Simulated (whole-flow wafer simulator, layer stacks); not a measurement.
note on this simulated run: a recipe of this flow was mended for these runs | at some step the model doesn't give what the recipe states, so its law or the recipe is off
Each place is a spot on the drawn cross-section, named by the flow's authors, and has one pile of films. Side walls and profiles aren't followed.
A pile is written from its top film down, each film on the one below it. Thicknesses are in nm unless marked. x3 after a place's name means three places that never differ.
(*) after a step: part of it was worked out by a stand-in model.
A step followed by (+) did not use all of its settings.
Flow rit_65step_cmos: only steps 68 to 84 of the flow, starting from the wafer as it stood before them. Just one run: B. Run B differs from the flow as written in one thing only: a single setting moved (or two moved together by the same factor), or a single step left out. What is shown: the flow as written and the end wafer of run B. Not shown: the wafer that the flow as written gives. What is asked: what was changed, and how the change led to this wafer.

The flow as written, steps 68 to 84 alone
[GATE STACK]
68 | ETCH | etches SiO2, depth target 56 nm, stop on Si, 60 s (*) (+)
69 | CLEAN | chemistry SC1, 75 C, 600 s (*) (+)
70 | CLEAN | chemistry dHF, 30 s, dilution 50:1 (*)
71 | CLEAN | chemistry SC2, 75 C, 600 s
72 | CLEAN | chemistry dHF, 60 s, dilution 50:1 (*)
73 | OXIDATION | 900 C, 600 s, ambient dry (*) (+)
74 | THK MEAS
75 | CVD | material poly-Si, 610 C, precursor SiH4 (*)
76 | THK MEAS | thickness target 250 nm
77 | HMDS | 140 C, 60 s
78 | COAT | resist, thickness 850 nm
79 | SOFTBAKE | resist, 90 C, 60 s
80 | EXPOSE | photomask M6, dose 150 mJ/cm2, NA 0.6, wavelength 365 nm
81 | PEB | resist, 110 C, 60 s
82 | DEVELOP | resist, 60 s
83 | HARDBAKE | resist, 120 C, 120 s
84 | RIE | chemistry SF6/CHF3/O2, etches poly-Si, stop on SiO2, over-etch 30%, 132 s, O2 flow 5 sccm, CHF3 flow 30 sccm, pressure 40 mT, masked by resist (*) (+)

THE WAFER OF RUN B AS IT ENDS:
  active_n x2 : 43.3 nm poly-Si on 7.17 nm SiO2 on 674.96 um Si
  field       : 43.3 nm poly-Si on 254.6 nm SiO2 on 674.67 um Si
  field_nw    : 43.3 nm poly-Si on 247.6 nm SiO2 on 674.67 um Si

The reason: step 75, CVD: 633 C was run, while the flow as written has 610 C.

Step by step, how the change led to this:
  75 | CVD | material poly-Si, 610 C, precursor SiH4 (*)
      field, field_pw, field_nw and 11 more: poly-Si gains 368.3 (new film) (it would be, as written: poly-Si gains 250 (new film))
  84 | RIE | chemistry SF6/CHF3/O2, etches poly-Si, stop on SiO2, over-etch 30%, 132 s, O2 flow 5 sccm, CHF3 flow 30 sccm, pressure 40 mT, masked by resist (*) (+)
      field, field_pw, field_nw and 9 more: poly-Si loses 325 (it would be, as written: poly-Si loses 250 (all of it), SiO2 loses 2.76)
